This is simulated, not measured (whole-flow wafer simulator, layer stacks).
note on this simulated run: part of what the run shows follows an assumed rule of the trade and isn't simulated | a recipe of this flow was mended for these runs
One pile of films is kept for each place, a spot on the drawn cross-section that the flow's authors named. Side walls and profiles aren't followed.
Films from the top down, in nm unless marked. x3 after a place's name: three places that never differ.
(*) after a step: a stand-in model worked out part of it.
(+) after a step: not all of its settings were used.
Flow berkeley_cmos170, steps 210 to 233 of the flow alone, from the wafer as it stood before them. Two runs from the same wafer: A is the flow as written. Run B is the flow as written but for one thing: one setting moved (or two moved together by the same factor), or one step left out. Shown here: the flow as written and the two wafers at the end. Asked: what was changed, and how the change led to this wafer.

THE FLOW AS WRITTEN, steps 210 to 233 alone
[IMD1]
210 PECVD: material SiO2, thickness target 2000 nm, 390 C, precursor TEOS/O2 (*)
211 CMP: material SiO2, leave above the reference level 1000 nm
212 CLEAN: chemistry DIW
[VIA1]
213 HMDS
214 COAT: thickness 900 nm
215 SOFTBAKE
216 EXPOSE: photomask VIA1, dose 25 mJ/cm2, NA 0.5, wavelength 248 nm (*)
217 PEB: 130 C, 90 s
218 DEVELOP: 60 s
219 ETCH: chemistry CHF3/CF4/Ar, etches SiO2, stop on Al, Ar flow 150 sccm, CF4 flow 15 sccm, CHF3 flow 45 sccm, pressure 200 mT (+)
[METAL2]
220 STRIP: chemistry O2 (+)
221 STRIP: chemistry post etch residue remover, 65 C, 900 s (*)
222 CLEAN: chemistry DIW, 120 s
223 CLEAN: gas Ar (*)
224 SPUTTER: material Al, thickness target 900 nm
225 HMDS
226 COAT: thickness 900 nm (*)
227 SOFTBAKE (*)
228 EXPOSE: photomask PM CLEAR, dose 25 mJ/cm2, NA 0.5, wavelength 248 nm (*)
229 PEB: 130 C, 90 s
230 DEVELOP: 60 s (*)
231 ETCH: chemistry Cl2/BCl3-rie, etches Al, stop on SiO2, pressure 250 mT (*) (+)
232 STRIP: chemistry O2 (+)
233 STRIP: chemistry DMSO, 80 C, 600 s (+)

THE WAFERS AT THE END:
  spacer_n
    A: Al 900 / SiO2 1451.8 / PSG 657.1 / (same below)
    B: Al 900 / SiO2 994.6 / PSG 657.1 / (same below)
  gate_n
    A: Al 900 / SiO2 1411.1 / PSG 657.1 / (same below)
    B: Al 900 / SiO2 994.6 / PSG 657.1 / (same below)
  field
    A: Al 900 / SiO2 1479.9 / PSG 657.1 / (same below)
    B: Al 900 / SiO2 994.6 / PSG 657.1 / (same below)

The cause: step 210, PECVD: thickness target 1000 nm was run, where the flow has thickness target 2000 nm.

How the change led to this, step by step:
  210 PECVD: material SiO2, thickness target 2000 nm, 390 C, precursor TEOS/O2 (*)
      field, mark, spacer_n and 7 more: A SiO2 +2000 (new film) | B SiO2 +1000 (new film)
      sd_n: A SiO2 +2000 (new film) | B SiO2 +975.2 (new film)
      (and at 2 more places)
  211 CMP: material SiO2, leave above the reference level 1000 nm
      m1, via1, m2, via2: A SiO2 -1000 | B nothing
      spacer_n, spacer_p: A SiO2 -542.8 | B nothing
      (and at 7 more places)
  214 COAT: thickness 900 nm
      sd_n: A KrF-resist +900 (new film) | B KrF-resist +1060.8 (new film)
      spacer_n: A KrF-resist +900 (new film) | B KrF-resist +868 (new film)
      (and at 9 more places)
  217 PEB: 130 C, 90 s
      contact: A KrF-resist -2 | B KrF-resist -3.6
      m2: A KrF-resist -2 | B KrF-resist -1.33
      (and at 1 more place)
  218 DEVELOP: 60 s
      via1: A KrF-resist -898 (all of it) | B KrF-resist -732.8 (all of it)
  220 STRIP: chemistry O2 (+)
      sd_n: A KrF-resist -607.6 (all of it) | B KrF-resist -768 (all of it)
      spacer_n: A KrF-resist -607.6 (all of it) | B KrF-resist -575.7 (all of it)
      (and at 8 more places)
  224 SPUTTER: material Al, thickness target 900 nm
      sd_n: A Al +900 (new film) | B Al +878.7 (new film)
      sd_p: A Al +900 (new film) | B Al +852 (new film)
      (and at 1 more place)
  226 COAT: thickness 900 nm (*)
      sd_n: A KrF-resist +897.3 (new film) | B KrF-resist +1082.7 (new film)
      spacer_n: A KrF-resist +899.9 (new film) | B KrF-resist +868.3 (new film)
      (and at 9 more places)
  229 PEB: 130 C, 90 s
      sd_n: A KrF-resist -1.99 | B KrF-resist -2.49
      sd_p: A KrF-resist -2 | B KrF-resist -2.54
      (and at 4 more places)
  232 STRIP: chemistry O2 (+)
      sd_n: A KrF-resist -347 (all of it) | B KrF-resist -531.9 (all of it)
      spacer_n: A KrF-resist -349.7 (all of it) | B KrF-resist -318.1 (all of it)
      (and at 9 more places)
